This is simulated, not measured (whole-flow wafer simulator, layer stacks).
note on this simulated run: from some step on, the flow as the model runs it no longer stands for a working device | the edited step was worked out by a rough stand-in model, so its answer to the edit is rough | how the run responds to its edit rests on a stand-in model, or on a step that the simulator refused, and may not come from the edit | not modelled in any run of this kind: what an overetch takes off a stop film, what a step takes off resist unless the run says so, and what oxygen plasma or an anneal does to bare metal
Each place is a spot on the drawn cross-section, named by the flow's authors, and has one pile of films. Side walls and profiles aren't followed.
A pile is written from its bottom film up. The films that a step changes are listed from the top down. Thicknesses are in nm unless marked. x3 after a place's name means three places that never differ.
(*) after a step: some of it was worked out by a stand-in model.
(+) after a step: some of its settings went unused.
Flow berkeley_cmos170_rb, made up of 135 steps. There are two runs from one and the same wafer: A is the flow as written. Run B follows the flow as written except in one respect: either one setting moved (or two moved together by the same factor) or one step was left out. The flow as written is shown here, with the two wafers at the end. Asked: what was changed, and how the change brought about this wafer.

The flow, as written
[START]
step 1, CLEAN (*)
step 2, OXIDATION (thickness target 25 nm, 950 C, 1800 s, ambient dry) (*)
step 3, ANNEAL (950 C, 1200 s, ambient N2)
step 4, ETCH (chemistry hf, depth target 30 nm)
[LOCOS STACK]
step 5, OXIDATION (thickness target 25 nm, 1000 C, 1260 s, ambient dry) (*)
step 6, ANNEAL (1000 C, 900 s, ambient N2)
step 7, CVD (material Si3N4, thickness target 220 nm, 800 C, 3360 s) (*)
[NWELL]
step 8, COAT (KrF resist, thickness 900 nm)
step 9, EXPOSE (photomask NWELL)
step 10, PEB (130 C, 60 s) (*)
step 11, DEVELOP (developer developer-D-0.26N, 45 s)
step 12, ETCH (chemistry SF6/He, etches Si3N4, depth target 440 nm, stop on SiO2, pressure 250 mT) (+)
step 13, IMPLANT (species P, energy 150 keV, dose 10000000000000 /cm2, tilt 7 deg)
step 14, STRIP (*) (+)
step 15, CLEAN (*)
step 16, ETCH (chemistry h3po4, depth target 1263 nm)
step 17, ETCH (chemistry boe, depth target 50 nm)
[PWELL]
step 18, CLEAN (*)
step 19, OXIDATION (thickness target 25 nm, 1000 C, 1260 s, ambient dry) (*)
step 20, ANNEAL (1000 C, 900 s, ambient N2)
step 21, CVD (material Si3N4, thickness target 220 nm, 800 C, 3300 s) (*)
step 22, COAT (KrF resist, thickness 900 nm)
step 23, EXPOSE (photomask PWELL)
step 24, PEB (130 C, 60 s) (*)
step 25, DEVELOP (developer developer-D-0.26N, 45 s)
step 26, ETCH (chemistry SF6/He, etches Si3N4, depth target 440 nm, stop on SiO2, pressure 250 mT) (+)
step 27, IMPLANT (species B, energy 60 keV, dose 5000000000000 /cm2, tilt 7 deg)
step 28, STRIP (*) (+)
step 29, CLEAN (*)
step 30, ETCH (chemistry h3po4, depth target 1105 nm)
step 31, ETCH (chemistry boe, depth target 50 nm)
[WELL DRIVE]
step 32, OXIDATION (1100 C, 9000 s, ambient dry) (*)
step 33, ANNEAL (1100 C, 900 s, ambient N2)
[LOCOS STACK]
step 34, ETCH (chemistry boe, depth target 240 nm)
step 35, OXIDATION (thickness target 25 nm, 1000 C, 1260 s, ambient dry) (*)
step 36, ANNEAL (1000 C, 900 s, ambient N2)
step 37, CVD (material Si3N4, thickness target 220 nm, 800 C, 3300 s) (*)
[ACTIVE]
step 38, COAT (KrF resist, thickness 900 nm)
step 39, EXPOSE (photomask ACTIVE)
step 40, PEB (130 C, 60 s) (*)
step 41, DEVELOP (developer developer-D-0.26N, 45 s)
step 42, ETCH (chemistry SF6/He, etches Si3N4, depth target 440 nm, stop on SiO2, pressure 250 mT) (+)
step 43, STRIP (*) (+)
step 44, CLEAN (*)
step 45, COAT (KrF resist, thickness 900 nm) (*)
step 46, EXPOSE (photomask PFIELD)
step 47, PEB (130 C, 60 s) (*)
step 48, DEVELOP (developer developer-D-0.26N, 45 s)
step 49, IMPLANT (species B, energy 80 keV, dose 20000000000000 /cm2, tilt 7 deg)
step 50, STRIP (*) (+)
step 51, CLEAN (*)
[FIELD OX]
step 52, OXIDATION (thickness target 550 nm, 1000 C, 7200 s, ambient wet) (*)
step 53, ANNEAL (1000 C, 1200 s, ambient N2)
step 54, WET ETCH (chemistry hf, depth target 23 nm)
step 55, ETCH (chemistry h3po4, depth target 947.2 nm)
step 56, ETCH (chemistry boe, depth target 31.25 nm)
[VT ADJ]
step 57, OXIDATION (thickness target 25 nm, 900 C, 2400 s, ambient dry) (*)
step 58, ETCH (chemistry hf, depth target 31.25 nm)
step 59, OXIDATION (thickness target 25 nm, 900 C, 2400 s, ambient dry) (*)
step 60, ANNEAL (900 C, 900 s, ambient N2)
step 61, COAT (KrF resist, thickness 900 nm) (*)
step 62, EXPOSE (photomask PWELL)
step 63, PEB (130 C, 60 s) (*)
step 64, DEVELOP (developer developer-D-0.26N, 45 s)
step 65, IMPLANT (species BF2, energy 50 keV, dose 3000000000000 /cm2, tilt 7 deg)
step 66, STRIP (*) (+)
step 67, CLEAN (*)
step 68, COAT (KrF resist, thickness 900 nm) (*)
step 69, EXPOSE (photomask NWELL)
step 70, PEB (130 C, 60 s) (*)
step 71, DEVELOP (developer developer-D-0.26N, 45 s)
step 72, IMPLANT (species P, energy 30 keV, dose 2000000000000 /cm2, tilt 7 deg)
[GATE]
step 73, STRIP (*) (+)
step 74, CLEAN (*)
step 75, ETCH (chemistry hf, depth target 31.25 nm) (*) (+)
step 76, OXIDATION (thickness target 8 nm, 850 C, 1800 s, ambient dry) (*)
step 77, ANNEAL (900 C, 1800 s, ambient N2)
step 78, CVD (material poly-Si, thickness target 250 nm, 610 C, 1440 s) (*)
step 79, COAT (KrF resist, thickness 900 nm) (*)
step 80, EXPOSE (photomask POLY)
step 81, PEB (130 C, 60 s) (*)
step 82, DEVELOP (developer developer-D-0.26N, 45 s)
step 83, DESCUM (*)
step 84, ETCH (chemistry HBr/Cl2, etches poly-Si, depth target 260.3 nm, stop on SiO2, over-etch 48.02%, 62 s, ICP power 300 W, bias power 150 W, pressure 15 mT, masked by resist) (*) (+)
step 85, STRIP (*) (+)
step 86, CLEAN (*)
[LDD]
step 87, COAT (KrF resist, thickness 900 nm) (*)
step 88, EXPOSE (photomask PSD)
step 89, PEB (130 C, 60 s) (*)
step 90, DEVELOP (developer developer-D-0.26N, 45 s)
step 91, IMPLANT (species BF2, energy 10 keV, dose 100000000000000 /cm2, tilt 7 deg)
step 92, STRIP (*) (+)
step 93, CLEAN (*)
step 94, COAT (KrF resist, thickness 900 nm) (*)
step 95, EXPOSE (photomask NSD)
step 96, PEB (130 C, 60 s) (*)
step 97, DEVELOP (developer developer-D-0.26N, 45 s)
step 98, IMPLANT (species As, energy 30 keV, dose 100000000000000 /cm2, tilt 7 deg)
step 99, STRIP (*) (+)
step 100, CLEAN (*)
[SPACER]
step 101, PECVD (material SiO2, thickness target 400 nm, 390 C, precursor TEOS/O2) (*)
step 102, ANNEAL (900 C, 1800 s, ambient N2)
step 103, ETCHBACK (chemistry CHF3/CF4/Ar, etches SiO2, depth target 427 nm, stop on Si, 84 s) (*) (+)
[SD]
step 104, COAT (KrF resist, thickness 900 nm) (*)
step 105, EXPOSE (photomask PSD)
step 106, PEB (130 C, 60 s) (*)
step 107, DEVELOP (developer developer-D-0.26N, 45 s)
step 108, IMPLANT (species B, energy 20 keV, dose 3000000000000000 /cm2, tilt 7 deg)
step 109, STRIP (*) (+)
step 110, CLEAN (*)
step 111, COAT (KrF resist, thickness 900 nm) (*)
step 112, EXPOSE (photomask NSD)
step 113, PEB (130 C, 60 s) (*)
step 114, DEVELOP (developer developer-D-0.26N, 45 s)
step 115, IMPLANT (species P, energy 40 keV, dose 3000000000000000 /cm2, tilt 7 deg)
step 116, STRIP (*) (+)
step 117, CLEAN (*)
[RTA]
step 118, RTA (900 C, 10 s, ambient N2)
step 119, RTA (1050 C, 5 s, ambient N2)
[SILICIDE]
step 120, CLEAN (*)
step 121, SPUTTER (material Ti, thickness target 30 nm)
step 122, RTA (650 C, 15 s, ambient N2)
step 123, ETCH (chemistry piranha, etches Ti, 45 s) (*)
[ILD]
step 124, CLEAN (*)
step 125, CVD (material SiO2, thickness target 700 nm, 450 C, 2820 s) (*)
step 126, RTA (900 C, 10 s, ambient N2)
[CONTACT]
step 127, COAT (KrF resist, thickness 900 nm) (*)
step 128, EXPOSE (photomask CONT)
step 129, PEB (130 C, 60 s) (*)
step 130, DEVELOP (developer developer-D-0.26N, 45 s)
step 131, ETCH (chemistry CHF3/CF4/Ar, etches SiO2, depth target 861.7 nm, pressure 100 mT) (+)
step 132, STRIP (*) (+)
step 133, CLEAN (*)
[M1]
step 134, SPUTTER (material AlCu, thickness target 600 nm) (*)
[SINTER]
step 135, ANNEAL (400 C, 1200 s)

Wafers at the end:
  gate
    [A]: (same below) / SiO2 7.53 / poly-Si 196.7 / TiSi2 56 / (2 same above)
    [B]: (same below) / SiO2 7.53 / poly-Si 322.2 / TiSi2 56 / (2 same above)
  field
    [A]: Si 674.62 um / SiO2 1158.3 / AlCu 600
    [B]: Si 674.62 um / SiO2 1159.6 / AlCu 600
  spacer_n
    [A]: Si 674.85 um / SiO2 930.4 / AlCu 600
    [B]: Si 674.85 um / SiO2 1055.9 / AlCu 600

The reason: step 78, CVD: 2160 s was run, though the flow has 1440 s.

Step by step, how the change led to this:
  step 78, CVD (material poly-Si, thickness target 250 nm, 610 C, 1440 s) (*)
      field, sd_n, spacer_n and 6 more: A +250 poly-Si (new film) | B +375.5 poly-Si (new film)
  step 84, ETCH (chemistry HBr/Cl2, etches poly-Si, depth target 260.3 nm, stop on SiO2, over-etch 48.02%, 62 s, ICP power 300 W, bias power 150 W, pressure 15 mT, masked by resist) (*) (+)
      field, sd_n, spacer_n, sd_p, spacer_p, contact, m1: A -250 poly-Si (all of it), -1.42 SiO2 | B -375.5 poly-Si (all of it), -0.05 SiO2
  step 87, COAT (KrF resist, thickness 900 nm) (*)
      field: A +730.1 KrF resist (new film) | B +745.8 KrF resist (new film)
      spacer_n: A +956.1 KrF resist (new film) | B +985.2 KrF resist (new film)
      (also at 4 further places)
  step 90, DEVELOP (developer developer-D-0.26N, 45 s)
      sd_p: A -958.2 KrF resist (all of it) | B -981.9 KrF resist (all of it)
      spacer_p: A -956.5 KrF resist (all of it) | B -986.5 KrF resist (all of it)
      (also at 1 further place)
  step 92, STRIP (*) (+)
      field: A -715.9 KrF resist (all of it) | B -731.6 KrF resist (all of it)
      spacer_n: A -941.9 KrF resist (all of it) | B -971 KrF resist (all of it)
      (also at 1 further place)
  step 94, COAT (KrF resist, thickness 900 nm) (*)
      field: A +730.1 KrF resist (new film) | B +745.8 KrF resist (new film)
      spacer_n: A +956.1 KrF resist (new film) | B +985.2 KrF resist (new film)
      (also at 4 further places)
  step 97, DEVELOP (developer developer-D-0.26N, 45 s)
      spacer_n: A -956.1 KrF resist (all of it) | B -985.2 KrF resist (all of it)
      gate: A -706 KrF resist (all of it) | B -612.3 KrF resist (all of it)
  step 99, STRIP (*) (+)
      field: A -715.9 KrF resist (all of it) | B -731.6 KrF resist (all of it)
      sd_p: A -944 KrF resist (all of it) | B -967.7 KrF resist (all of it)
      (also at 2 further places)
  step 103, ETCHBACK (chemistry CHF3/CF4/Ar, etches SiO2, depth target 427 nm, stop on Si, 84 s) (*) (+)
      spacer_n: A -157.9 SiO2 | B -32.4 SiO2
      spacer_p: A -157.9 SiO2 | B -32.3 SiO2
  step 104, COAT (KrF resist, thickness 900 nm) (*)
      spacer_n: A +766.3 KrF resist (new film) | B +679.9 KrF resist (new film)
      gate: A +742.1 KrF resist (new film) | B +658.1 KrF resist (new film)
      (also at 3 further places)
  step 107, DEVELOP (developer developer-D-0.26N, 45 s)
      sd_p: A -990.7 KrF resist (all of it) | B -1013.6 KrF resist (all of it)
      spacer_p: A -767.7 KrF resist (all of it) | B -681.2 KrF resist (all of it)
      (also at 1 further place)
  step 109, STRIP (*) (+)
      spacer_n: A -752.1 KrF resist (all of it) | B -665.7 KrF resist (all of it)
      gate: A -727.9 KrF resist (all of it) | B -643.9 KrF resist (all of it)
  step 111, COAT (KrF resist, thickness 900 nm) (*)
      spacer_n: A +766.3 KrF resist (new film) | B +679.9 KrF resist (new film)
      gate: A +742.1 KrF resist (new film) | B +658.1 KrF resist (new film)
      (also at 3 further places)
  step 114, DEVELOP (developer developer-D-0.26N, 45 s)
      spacer_n: A -766.3 KrF resist (all of it) | B -679.9 KrF resist (all of it)
      gate: A -742.1 KrF resist (all of it) | B -658.1 KrF resist (all of it)
  step 116, STRIP (*) (+)
      sd_p: A -976.5 KrF resist (all of it) | B -999.4 KrF resist (all of it)
      spacer_p: A -753.5 KrF resist (all of it) | B -667 KrF resist (all of it)
      (also at 1 further place)
  step 127, COAT (KrF resist, thickness 900 nm) (*)
      field: A +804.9 KrF resist (new film) | B +833 KrF resist (new film)
      spacer_n: A +819.8 KrF resist (new film) | B +763.9 KrF resist (new film)
      (also at 4 further places)
  step 132, STRIP (*) (+)
      field: A -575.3 KrF resist (all of it) | B -603.3 KrF resist (all of it)
      sd_n: A -780.4 KrF resist (all of it) | B -799.1 KrF resist (all of it)
      (also at 6 further places)
